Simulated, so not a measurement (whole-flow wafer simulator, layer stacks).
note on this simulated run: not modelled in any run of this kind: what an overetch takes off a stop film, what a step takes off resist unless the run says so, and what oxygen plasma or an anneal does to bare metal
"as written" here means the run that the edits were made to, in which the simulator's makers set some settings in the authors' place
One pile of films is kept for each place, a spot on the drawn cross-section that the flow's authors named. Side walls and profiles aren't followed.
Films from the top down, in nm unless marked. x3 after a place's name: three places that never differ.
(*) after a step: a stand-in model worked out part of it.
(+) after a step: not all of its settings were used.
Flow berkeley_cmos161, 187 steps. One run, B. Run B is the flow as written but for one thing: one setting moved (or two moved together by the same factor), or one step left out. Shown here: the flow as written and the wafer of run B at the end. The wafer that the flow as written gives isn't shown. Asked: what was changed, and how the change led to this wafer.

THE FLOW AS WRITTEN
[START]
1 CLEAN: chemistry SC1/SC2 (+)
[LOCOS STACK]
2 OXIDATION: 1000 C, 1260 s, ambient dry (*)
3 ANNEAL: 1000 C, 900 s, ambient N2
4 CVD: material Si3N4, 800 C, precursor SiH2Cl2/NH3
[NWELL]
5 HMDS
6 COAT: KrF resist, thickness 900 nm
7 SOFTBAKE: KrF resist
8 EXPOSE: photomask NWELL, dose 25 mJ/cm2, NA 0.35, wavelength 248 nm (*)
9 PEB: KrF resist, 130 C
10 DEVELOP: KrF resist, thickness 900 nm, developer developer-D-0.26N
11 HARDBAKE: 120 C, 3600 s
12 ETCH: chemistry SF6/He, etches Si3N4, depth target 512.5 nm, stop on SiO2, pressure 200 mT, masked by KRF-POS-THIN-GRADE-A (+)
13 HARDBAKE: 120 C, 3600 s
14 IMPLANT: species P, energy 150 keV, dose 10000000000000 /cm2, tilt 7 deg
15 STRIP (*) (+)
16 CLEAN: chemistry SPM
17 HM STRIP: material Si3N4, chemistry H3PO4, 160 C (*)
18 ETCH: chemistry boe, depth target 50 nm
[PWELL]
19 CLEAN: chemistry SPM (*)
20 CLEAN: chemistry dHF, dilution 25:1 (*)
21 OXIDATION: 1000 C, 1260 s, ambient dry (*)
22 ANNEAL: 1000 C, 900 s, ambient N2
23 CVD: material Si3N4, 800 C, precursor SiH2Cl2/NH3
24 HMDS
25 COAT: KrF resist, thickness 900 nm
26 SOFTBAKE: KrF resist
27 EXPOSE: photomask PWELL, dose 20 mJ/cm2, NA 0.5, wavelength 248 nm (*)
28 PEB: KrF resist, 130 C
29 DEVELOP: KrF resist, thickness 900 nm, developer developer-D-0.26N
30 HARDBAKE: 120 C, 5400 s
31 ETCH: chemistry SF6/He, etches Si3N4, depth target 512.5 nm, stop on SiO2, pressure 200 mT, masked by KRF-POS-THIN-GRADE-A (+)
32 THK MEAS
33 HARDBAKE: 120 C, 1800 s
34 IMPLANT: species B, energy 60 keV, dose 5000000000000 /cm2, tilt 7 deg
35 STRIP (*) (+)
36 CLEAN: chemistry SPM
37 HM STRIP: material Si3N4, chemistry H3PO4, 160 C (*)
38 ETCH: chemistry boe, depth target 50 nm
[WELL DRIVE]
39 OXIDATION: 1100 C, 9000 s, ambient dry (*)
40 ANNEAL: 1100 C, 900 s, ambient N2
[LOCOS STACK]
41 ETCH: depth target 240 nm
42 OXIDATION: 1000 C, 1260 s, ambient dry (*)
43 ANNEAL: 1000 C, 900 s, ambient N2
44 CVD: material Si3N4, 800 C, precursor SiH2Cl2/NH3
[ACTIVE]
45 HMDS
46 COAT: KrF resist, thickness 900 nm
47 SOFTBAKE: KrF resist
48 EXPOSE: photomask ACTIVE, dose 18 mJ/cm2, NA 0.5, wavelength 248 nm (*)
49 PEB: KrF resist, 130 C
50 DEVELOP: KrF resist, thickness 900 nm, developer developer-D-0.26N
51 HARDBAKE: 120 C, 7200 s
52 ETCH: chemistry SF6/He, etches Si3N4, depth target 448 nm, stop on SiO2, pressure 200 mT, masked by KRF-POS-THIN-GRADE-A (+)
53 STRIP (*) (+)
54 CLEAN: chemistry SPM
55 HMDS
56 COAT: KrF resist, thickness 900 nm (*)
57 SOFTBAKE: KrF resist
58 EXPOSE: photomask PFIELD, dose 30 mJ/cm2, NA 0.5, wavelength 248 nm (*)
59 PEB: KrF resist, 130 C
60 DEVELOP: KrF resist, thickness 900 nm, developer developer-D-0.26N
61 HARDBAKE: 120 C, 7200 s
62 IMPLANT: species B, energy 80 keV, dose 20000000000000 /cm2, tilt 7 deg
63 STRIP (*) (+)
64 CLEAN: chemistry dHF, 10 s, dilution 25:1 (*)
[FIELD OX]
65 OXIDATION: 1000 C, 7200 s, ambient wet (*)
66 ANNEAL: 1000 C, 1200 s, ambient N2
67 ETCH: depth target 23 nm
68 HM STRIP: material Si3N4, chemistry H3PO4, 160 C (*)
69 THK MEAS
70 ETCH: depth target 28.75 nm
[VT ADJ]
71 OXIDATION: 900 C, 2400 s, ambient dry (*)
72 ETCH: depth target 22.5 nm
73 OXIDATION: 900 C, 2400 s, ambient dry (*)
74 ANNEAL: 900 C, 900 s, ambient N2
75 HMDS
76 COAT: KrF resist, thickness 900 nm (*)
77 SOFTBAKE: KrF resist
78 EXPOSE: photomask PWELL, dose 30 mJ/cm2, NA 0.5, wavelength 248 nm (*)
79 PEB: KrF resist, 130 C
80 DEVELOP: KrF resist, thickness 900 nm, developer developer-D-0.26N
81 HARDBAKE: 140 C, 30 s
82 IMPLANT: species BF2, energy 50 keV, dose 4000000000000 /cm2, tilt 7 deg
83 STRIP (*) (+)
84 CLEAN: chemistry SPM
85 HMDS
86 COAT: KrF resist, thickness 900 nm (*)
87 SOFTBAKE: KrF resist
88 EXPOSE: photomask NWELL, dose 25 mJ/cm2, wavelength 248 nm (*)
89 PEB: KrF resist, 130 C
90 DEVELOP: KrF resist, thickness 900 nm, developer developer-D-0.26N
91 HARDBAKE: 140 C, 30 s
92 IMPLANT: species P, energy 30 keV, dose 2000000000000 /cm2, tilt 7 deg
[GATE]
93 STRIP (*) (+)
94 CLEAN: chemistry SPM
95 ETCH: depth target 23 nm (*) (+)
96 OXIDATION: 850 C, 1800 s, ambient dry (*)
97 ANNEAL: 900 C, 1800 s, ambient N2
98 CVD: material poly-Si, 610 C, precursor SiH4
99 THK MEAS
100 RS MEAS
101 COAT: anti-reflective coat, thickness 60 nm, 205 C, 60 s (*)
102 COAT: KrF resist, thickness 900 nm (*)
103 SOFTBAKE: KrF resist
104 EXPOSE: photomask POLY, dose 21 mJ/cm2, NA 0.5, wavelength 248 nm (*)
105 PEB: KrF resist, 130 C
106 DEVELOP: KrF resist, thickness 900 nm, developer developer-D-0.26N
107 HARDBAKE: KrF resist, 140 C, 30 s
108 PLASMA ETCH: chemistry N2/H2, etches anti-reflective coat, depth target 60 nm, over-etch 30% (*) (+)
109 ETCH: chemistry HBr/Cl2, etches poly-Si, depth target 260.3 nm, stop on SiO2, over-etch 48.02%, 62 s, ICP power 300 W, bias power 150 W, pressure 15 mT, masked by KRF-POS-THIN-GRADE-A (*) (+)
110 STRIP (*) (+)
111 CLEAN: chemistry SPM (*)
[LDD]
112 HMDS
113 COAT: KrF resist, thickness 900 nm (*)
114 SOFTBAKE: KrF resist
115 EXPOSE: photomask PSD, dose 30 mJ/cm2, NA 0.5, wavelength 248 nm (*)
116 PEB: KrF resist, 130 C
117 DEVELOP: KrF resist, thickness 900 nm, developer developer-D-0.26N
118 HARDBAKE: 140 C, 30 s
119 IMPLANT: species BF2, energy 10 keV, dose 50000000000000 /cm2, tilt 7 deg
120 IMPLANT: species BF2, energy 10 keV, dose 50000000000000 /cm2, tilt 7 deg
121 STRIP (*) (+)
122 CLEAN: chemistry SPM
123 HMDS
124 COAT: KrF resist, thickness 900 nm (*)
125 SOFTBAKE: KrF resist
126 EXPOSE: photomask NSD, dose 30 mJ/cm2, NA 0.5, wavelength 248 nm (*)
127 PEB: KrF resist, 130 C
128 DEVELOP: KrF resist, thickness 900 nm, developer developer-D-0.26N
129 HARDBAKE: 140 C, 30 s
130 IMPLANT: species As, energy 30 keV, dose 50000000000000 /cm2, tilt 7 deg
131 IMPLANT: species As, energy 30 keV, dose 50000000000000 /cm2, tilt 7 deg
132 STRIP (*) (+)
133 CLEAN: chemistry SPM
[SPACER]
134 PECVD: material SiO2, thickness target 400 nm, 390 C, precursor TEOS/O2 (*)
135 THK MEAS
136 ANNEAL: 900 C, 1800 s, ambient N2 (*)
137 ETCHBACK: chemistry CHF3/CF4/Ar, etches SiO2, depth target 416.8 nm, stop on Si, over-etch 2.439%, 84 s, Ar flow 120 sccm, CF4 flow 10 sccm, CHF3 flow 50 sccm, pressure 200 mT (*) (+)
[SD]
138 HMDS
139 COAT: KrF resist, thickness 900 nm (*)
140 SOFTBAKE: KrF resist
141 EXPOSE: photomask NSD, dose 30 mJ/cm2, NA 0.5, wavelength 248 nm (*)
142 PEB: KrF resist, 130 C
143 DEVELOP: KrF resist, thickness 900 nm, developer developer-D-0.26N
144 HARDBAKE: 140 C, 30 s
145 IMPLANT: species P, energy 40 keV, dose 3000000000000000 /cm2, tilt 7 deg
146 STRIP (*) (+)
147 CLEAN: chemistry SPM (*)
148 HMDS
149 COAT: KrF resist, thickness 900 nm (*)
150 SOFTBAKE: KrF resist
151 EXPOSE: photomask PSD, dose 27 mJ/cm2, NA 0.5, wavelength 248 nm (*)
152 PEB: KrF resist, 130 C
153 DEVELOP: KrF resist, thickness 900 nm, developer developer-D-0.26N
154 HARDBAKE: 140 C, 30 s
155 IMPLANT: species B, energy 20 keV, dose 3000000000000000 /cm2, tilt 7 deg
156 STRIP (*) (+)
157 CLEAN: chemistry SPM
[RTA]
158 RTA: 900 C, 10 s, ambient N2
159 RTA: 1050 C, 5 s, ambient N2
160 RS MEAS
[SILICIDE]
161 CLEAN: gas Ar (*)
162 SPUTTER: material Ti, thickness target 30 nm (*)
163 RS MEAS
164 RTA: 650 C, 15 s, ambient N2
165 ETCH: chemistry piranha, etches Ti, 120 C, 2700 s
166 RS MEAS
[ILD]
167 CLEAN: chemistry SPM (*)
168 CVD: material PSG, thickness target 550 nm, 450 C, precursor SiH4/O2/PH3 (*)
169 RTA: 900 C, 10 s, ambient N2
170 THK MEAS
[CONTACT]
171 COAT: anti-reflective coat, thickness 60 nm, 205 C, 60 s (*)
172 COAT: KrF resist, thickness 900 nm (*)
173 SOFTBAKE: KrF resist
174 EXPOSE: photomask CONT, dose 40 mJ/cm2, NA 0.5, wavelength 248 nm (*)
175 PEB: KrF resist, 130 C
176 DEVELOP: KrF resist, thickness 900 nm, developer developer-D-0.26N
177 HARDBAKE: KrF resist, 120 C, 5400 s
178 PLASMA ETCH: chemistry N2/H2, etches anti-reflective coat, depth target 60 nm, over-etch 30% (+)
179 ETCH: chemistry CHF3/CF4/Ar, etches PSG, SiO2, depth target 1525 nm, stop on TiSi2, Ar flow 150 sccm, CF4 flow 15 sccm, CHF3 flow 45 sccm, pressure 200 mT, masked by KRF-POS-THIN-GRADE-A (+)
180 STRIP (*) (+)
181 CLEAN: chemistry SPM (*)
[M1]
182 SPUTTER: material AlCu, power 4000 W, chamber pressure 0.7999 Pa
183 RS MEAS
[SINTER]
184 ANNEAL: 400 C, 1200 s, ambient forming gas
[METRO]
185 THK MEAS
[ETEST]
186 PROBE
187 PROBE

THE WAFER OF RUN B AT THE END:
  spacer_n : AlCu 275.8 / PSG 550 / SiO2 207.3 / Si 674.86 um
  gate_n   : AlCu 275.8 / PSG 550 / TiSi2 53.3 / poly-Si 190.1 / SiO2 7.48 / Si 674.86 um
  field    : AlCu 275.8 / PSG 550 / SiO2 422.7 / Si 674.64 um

The cause: step 70, ETCH: depth target 14.38 nm was run, where the flow has depth target 28.75 nm.

How the change led to this, step by step:
  70 ETCH: depth target 28.75 nm
      spacer_n, gate_n, spacer_p, gate_p, contact, m1: SiO2 -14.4 (as written it would be: SiO2 -24.8 (all of it))
      sd_n, sd_p: SiO2 -14.4 (as written it would be: SiO2 -25 (all of it))
      (and at 1 more place)
  71 OXIDATION: 900 C, 2400 s, ambient dry (*)
      spacer_n, gate_n, spacer_p, gate_p, contact, m1: SiO2 +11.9, Si -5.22 (as written it would be: SiO2 +14.9 (new film), Si -6.57)
      sd_n, sd_p: SiO2 +11.8, Si -5.2 (as written it would be: SiO2 +14.9 (new film), Si -6.57)
  72 ETCH: depth target 22.5 nm
      spacer_n, gate_n, spacer_p, gate_p, contact, m1: SiO2 -22.3 (all of it) (as written it would be: SiO2 -14.9 (all of it))
      sd_n, sd_p: SiO2 -22.5 (all of it) (as written it would be: SiO2 -14.9 (all of it))
  101 COAT: anti-reflective coat, thickness 60 nm, 205 C, 60 s (*)
      sd_n: anti-reflective coat +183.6 (new film) (as written it would be: anti-reflective coat +173.5 (new film))
      spacer_n: anti-reflective coat +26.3 (new film) (as written it would be: anti-reflective coat +28.7 (new film))
      (and at 4 more places)
  108 PLASMA ETCH: chemistry N2/H2, etches anti-reflective coat, depth target 60 nm, over-etch 30% (*) (+)
      sd_n: anti-reflective coat -183.6 (all of it), poly-Si -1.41 (as written it would be: anti-reflective coat -173.5 (all of it), poly-Si -1.33)
      spacer_n: anti-reflective coat -26.3 (all of it), poly-Si -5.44 (as written it would be: anti-reflective coat -28.7 (all of it), poly-Si -5.05)
      (and at 2 more places)
  110 STRIP (*) (+)
      gate_n: chemical SiO2 +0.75 (new film), KrF resist -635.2 (all of it), anti-reflective coat -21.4 (all of it), poly-Si -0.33 (as written it would be: chemical SiO2 +0.75 (new film), KrF resist -626.8 (all of it), anti-reflective coat -23.7 (all of it), poly-Si -0.33)
      gate_p: chemical SiO2 +0.75 (new film), KrF resist -603.2 (all of it), anti-reflective coat -26.7 (all of it), poly-Si -0.33 (as written it would be: chemical SiO2 +0.75 (new film), KrF resist -598.2 (all of it), anti-reflective coat -27.9 (all of it), poly-Si -0.33)
  171 COAT: anti-reflective coat, thickness 60 nm, 205 C, 60 s (*)
      sd_n: anti-reflective coat +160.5 (new film) (as written it would be: anti-reflective coat +149.7 (new film))
      m1: anti-reflective coat +101.1 (new film) (as written it would be: anti-reflective coat +97.8 (new film))
  180 STRIP (*) (+)
      sd_n: KrF resist -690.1 (all of it), anti-reflective coat -160.5 (all of it) (as written it would be: KrF resist -692.5 (all of it), anti-reflective coat -149.7 (all of it))
      m1: KrF resist -744.5 (all of it), anti-reflective coat -101.1 (all of it) (as written it would be: KrF resist -739.9 (all of it), anti-reflective coat -97.8 (all of it))
